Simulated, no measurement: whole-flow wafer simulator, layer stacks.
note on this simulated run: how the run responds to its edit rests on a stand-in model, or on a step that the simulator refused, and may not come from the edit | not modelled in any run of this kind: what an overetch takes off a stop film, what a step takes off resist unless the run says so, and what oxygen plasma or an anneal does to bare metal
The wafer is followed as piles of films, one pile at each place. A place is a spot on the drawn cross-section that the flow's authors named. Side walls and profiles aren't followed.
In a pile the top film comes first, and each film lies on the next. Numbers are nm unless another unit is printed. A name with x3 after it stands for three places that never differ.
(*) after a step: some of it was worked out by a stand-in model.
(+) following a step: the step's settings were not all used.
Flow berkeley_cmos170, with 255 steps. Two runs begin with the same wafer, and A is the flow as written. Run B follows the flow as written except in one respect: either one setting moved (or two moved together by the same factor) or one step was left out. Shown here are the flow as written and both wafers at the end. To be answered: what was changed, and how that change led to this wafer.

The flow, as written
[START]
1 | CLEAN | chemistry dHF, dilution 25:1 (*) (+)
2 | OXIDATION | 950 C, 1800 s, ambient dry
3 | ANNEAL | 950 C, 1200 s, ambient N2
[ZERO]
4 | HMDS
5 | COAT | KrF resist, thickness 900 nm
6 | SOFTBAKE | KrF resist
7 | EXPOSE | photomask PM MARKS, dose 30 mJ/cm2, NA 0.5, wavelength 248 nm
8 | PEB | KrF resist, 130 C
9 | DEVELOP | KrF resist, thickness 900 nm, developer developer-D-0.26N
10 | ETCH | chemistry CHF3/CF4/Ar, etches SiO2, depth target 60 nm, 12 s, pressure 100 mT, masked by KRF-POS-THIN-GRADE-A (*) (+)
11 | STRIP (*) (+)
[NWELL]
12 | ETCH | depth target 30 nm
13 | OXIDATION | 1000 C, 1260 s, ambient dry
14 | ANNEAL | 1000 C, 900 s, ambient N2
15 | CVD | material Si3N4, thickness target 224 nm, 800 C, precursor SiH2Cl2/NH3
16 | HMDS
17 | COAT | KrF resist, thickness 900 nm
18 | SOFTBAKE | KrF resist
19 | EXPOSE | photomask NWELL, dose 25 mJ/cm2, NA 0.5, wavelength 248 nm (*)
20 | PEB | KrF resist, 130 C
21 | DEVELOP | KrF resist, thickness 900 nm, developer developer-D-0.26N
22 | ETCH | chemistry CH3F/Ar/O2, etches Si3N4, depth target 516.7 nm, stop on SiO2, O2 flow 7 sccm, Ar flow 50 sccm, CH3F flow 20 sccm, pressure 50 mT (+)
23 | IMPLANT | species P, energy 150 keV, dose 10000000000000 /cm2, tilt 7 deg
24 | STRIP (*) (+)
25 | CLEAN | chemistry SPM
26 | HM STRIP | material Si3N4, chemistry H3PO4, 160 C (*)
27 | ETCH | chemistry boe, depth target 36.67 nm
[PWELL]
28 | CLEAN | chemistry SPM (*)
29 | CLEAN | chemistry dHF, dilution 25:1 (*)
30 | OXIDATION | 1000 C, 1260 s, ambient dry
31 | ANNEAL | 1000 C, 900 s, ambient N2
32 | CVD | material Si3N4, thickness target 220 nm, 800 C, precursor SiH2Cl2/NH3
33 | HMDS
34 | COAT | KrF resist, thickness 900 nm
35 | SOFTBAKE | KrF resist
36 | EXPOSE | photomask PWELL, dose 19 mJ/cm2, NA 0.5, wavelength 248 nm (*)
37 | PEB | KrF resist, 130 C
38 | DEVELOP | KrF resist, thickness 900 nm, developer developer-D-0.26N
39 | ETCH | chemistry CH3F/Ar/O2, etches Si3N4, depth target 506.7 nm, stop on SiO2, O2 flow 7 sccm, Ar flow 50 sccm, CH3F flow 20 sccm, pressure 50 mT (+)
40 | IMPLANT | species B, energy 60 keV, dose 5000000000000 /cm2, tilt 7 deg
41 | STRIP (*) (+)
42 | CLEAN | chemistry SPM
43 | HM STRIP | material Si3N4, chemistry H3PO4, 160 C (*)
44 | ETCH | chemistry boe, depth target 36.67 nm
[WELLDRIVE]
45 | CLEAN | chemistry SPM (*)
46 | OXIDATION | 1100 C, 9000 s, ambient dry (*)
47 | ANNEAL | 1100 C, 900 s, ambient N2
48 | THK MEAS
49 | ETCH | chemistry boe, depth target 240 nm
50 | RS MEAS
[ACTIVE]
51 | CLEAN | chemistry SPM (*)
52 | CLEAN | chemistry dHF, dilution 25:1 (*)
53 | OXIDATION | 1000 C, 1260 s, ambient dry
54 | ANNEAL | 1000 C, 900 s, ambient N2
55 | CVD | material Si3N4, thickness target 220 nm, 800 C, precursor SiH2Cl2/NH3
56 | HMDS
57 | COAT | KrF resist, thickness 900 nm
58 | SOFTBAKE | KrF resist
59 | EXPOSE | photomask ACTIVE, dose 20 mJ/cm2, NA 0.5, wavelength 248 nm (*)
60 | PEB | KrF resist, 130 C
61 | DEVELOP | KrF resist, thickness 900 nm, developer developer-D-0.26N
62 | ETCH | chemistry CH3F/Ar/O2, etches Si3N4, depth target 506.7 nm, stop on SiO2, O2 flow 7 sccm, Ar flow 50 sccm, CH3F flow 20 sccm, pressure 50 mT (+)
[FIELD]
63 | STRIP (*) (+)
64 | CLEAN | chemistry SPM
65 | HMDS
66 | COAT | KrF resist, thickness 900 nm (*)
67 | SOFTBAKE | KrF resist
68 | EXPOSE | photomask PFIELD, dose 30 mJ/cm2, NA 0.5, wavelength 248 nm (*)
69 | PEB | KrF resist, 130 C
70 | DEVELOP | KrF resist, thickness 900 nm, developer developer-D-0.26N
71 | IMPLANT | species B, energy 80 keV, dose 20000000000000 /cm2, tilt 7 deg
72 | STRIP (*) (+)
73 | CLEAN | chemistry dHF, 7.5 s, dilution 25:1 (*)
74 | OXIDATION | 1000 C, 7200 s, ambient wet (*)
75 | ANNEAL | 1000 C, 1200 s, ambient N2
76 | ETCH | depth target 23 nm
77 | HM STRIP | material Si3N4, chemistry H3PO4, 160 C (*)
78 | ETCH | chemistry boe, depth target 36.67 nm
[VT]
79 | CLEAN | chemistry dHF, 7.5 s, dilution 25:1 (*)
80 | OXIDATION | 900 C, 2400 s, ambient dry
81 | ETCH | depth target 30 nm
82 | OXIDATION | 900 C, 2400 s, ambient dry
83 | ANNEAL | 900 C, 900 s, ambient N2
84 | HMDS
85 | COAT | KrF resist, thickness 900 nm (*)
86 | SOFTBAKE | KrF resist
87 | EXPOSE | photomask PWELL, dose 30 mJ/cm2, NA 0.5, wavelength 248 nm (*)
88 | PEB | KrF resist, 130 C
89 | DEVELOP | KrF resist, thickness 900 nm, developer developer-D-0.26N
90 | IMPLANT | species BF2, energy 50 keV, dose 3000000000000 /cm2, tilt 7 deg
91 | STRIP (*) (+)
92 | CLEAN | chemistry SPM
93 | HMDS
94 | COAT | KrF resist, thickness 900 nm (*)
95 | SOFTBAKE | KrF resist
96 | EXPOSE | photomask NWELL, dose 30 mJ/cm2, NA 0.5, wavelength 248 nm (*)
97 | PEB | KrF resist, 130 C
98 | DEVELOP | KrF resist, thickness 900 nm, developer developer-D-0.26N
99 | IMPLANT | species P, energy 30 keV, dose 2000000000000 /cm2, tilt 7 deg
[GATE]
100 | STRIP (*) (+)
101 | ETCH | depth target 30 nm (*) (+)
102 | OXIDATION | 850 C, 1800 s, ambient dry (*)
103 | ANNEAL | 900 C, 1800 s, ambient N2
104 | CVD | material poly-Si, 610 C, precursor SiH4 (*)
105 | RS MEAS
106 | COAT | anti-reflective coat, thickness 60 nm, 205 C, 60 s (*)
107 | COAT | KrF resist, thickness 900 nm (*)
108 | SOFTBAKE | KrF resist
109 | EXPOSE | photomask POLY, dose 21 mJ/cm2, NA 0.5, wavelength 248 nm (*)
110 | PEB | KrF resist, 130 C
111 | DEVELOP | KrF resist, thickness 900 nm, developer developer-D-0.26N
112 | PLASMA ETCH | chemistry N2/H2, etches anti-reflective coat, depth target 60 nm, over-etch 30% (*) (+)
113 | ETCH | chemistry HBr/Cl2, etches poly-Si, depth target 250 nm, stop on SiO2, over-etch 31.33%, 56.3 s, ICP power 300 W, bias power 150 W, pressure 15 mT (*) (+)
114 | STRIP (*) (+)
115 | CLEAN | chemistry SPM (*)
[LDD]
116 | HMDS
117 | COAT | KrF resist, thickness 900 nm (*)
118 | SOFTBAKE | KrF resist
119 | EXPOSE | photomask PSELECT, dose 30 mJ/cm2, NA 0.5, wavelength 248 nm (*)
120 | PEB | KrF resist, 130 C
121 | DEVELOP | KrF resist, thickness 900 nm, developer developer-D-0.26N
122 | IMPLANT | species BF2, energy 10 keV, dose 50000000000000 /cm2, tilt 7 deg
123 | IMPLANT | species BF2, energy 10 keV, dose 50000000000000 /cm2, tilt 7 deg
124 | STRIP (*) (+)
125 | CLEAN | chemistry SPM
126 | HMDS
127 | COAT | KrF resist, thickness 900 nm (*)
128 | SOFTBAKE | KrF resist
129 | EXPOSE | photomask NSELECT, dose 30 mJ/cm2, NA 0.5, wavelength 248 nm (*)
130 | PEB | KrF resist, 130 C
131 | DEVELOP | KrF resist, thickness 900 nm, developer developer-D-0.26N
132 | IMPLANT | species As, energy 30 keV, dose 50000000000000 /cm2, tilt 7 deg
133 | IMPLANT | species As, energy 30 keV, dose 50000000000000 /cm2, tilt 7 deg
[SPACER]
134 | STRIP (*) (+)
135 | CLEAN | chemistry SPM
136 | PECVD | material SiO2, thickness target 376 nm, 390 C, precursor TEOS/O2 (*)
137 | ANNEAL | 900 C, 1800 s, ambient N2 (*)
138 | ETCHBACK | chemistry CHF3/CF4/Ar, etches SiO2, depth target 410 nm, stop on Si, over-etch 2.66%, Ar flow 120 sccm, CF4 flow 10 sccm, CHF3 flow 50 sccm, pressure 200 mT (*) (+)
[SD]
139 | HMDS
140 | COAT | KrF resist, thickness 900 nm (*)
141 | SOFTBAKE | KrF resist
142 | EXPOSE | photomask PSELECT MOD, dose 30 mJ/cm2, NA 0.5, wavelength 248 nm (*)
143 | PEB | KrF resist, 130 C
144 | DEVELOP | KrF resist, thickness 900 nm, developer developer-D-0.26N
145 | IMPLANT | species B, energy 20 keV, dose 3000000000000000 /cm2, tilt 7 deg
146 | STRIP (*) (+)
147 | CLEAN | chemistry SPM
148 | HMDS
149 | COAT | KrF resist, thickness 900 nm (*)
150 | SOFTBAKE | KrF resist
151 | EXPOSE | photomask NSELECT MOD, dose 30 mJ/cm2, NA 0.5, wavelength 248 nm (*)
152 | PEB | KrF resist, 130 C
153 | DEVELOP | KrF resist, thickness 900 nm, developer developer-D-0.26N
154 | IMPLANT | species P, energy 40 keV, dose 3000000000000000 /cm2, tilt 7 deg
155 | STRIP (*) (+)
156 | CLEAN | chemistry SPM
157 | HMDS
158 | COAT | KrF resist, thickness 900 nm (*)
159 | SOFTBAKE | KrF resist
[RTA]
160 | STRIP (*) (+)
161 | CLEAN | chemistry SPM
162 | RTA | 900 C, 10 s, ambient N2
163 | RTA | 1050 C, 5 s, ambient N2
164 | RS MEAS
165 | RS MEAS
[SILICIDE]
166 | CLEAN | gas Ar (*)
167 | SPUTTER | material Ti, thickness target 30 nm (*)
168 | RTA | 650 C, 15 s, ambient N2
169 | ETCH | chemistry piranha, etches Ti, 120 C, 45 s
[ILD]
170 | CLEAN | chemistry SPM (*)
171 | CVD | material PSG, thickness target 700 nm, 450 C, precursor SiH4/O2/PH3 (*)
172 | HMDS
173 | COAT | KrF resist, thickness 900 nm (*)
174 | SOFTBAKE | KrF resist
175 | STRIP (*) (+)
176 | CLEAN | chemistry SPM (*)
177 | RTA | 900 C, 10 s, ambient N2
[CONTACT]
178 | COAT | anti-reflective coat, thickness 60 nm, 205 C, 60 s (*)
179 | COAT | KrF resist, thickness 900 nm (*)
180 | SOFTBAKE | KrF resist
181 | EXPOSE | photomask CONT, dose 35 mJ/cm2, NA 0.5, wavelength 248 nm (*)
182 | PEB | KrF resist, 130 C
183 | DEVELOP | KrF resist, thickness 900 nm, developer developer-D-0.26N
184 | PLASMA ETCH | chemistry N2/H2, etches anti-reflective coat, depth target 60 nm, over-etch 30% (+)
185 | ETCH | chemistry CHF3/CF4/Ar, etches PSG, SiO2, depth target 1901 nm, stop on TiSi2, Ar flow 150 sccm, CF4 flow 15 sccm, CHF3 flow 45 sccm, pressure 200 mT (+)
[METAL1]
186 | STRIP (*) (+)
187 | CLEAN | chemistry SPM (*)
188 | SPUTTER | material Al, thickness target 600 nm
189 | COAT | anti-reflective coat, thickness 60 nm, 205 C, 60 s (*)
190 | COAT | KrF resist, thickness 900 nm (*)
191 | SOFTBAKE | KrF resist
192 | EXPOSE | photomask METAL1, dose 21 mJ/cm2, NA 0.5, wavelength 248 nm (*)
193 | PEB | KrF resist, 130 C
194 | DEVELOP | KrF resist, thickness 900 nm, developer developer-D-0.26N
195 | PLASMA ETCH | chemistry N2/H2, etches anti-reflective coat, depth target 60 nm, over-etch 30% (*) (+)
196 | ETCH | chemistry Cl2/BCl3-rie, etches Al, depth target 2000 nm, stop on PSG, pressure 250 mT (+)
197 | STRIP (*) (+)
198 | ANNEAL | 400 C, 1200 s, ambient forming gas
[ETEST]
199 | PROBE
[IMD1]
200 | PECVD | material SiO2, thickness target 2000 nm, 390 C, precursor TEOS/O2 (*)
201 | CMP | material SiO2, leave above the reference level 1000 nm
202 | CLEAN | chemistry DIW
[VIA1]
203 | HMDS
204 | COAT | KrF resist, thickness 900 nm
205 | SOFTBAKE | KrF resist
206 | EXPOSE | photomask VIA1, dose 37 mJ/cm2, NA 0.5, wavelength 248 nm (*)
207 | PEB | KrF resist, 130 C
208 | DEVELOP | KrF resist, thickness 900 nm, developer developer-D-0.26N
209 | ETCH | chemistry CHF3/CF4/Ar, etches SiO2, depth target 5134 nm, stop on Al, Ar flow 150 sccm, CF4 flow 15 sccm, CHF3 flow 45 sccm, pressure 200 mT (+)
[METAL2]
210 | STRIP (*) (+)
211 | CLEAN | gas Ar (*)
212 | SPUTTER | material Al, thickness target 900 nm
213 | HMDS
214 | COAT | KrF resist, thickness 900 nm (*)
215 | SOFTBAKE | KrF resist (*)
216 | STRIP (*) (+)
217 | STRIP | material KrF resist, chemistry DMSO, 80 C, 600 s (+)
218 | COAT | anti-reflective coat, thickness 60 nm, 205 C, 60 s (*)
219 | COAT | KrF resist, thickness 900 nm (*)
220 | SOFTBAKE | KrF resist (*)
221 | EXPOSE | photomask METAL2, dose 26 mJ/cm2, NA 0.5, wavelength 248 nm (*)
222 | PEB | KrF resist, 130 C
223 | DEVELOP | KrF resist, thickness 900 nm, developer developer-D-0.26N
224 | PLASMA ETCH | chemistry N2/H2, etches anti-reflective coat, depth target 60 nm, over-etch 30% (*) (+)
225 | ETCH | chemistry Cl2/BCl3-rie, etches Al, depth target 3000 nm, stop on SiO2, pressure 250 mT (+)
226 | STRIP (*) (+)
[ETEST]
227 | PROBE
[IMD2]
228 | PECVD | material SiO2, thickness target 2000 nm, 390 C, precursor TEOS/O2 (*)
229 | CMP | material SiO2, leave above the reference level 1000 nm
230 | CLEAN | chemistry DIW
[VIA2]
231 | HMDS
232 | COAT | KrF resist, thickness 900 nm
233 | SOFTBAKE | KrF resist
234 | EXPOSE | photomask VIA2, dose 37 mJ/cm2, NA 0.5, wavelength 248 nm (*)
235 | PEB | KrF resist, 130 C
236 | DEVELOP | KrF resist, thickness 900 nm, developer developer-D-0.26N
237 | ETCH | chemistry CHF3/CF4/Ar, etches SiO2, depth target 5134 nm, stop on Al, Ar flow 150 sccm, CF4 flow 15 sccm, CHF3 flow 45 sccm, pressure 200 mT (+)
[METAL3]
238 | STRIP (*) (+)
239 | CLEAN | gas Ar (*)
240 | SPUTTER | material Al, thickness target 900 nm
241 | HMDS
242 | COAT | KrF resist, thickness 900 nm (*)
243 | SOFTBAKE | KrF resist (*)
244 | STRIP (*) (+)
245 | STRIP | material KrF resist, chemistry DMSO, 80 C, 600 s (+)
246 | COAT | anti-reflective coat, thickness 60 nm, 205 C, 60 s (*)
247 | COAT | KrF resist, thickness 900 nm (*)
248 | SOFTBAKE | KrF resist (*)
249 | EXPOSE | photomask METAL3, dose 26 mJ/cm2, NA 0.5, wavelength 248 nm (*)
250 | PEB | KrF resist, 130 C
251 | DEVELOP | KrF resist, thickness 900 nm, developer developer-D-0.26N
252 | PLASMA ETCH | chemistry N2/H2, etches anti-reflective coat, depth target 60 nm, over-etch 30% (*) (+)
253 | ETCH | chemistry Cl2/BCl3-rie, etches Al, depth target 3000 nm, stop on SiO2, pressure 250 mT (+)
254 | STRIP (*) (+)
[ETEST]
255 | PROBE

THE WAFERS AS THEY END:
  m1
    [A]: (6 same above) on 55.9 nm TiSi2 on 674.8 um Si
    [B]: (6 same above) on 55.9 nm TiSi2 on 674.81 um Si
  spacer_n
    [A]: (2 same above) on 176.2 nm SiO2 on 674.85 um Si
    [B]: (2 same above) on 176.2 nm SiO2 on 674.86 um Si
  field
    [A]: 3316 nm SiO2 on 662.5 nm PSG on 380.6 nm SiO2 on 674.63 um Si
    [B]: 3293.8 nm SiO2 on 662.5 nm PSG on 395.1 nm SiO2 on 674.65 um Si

Cause: step 49, ETCH: depth target 144 nm was run, whereas the flow has depth target 240 nm.

The path from the change to this, step by step:
  49 | ETCH | chemistry boe, depth target 240 nm
      field, sd_n, spacer_n and 9 more: A SiO2 loses 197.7 (all of it) | B SiO2 loses 144
  51 | CLEAN | chemistry SPM (*)
      field, sd_n, spacer_n and 9 more: A chemical SiO2 gains 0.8 (new film), Si loses 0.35 | B nothing
  52 | CLEAN | chemistry dHF, dilution 25:1 (*)
      field, sd_n, spacer_n and 9 more: A chemical SiO2 loses 0.8 (all of it) | B nothing
  53 | OXIDATION | 1000 C, 1260 s, ambient dry
      field, sd_n, spacer_n and 9 more: A SiO2 gains 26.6 (new film), Si loses 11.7 | B SiO2 gains 15.1, Si loses 6.65
  74 | OXIDATION | 1000 C, 7200 s, ambient wet (*)
      sd_n, sd_p: A SiO2 gains 12.1 (new film), Si3N4 loses 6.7, SiO2 gains 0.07, Si loses 0.07 | B SiO2 gains 12.1 (new film), Si3N4 loses 6.7, SiO2 gains 6.8, Si loses 2.86
      field: A SiO2 gains 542, Si loses 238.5 | B SiO2 gains 514.4, Si loses 226.3
  78 | ETCH | chemistry boe, depth target 36.67 nm
      sd_n, spacer_n, gate_n and 8 more: A SiO2 loses 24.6 (all of it) | B SiO2 loses 36.7
  79 | CLEAN | chemistry dHF, 7.5 s, dilution 25:1 (*)
      sd_n, spacer_n, gate_n and 8 more: A nothing | B SiO2 loses 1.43
  80 | OXIDATION | 900 C, 2400 s, ambient dry
      gate_n, spacer_p, gate_p, contact, m1, via1, m2, via2: A SiO2 gains 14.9 (new film), Si loses 6.57 | B SiO2 gains 9.58, Si loses 4.21
      sd_n, sd_p: A SiO2 gains 14.9 (new film), Si loses 6.57 | B SiO2 gains 9.02, Si loses 3.97
      (also at 1 further place)
  81 | ETCH | depth target 30 nm
      sd_n, spacer_n, gate_n and 8 more: A SiO2 loses 14.9 (all of it) | B SiO2 loses 30
  82 | OXIDATION | 900 C, 2400 s, ambient dry
      gate_n, spacer_p, gate_p, contact, m1, via1, m2, via2: A SiO2 gains 14.9 (new film), Si loses 6.57 | B SiO2 gains 10.1, Si loses 4.44
      sd_n, sd_p: A SiO2 gains 14.9 (new film), Si loses 6.57 | B SiO2 gains 9.14, Si loses 4.02
      (also at 1 further place)
  101 | ETCH | depth target 30 nm (*) (+)
      spacer_n, gate_n, spacer_p and 6 more: A SiO2 loses 14.9 (all of it) | B SiO2 loses 18.4 (all of it)
      sd_n, sd_p: A SiO2 loses 14.9 (all of it) | B SiO2 loses 23.6 (all of it)
  106 | COAT | anti-reflective coat, thickness 60 nm, 205 C, 60 s (*)
      sd_n: A anti-reflective coat gains 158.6 (new film) | B anti-reflective coat gains 181.6 (new film)
      spacer_n: A anti-reflective coat gains 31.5 (new film) | B anti-reflective coat gains 25.6 (new film)
      (also at 8 further places)
  112 | PLASMA ETCH | chemistry N2/H2, etches anti-reflective coat, depth target 60 nm, over-etch 30% (*) (+)
      field: A anti-reflective coat loses 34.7 (all of it), poly-Si loses 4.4 | B anti-reflective coat loses 35 (all of it), poly-Si loses 5.16
      sd_n: A anti-reflective coat loses 158.6 (all of it), poly-Si loses 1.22 | B anti-reflective coat loses 181.6 (all of it), poly-Si loses 1.4
      (also at 8 further places)
  114 | STRIP (*) (+)
      gate_n: A chemical SiO2 gains 0.8 (new film), KrF resist loses 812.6 (all of it), anti-reflective coat loses 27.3 (all of it), poly-Si loses 0.35 | B chemical SiO2 gains 0.8 (new film), KrF resist loses 833.3 (all of it), anti-reflective coat loses 20.9 (all of it), poly-Si loses 0.35
      gate_p: A chemical SiO2 gains 0.8 (new film), KrF resist loses 782.1 (all of it), anti-reflective coat loses 29.6 (all of it), poly-Si loses 0.35 | B chemical SiO2 gains 0.8 (new film), KrF resist loses 793.2 (all of it), anti-reflective coat loses 25.9 (all of it), poly-Si loses 0.35
  178 | COAT | anti-reflective coat, thickness 60 nm, 205 C, 60 s (*)
      sd_n: A anti-reflective coat gains 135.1 (new film) | B anti-reflective coat gains 153 (new film)
      spacer_n: A anti-reflective coat gains 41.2 (new film) | B anti-reflective coat gains 42.3 (new film)
      (also at 5 further places)
  184 | PLASMA ETCH | chemistry N2/H2, etches anti-reflective coat, depth target 60 nm, over-etch 30% (+)
      field, sd_n, spacer_n and 8 more: A KrF resist loses 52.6 | B KrF resist loses 54.2
      contact: A anti-reflective coat loses 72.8 (all of it), PSG loses 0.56 | B anti-reflective coat loses 75 (all of it), PSG loses 0.58
  ... another 5 steps ...
  201 | CMP | material SiO2, leave above the reference level 1000 nm
      field: A SiO2 loses 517 | B SiO2 loses 539.2
